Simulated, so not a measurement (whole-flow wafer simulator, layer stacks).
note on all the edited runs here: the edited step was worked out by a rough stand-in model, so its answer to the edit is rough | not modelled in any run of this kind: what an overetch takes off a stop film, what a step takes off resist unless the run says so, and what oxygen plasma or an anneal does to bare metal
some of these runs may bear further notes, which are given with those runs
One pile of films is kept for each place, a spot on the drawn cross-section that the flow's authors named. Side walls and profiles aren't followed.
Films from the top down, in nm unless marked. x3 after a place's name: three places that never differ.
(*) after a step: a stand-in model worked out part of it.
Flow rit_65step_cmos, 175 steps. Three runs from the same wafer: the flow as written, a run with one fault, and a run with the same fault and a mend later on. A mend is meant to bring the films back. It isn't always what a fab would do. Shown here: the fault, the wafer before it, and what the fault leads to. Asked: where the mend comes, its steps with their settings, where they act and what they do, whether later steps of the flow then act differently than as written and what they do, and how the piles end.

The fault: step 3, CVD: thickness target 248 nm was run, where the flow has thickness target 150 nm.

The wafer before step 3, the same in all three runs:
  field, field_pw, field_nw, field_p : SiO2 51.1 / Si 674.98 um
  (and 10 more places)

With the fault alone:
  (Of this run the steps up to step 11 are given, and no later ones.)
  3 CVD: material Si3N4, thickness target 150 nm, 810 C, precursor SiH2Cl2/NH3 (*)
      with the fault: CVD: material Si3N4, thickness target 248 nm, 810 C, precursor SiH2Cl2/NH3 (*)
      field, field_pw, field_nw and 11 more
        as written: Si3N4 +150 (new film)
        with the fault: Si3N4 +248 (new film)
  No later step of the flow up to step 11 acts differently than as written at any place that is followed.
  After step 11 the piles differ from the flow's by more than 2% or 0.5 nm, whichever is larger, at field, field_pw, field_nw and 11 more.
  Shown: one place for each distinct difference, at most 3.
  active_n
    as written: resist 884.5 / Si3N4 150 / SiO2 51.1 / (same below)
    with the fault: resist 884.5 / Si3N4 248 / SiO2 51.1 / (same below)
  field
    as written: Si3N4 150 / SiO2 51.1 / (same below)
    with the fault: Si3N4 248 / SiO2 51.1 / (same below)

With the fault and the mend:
  The mend comes after step 4.
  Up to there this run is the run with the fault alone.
  4a ETCH: chemistry h3po4, depth target 285.2 nm
      field, field_pw, field_nw and 11 more
        Si3N4 -248 (all of it)
  4b CLEAN: chemistry SC2, 75 C, 600 s
      changes no film at any place that is followed
  4c CVD: material Si3N4, thickness target 150 nm, 810 C, precursor SiH2Cl2/NH3 (*) (the flow's step 3 once more)
      field, field_pw, field_nw and 11 more
        Si3N4 +150 (new film)
  No later step of the flow acts differently than as written at any place that is followed.
  At the end the piles are the same as the flow's at every place that both follow.
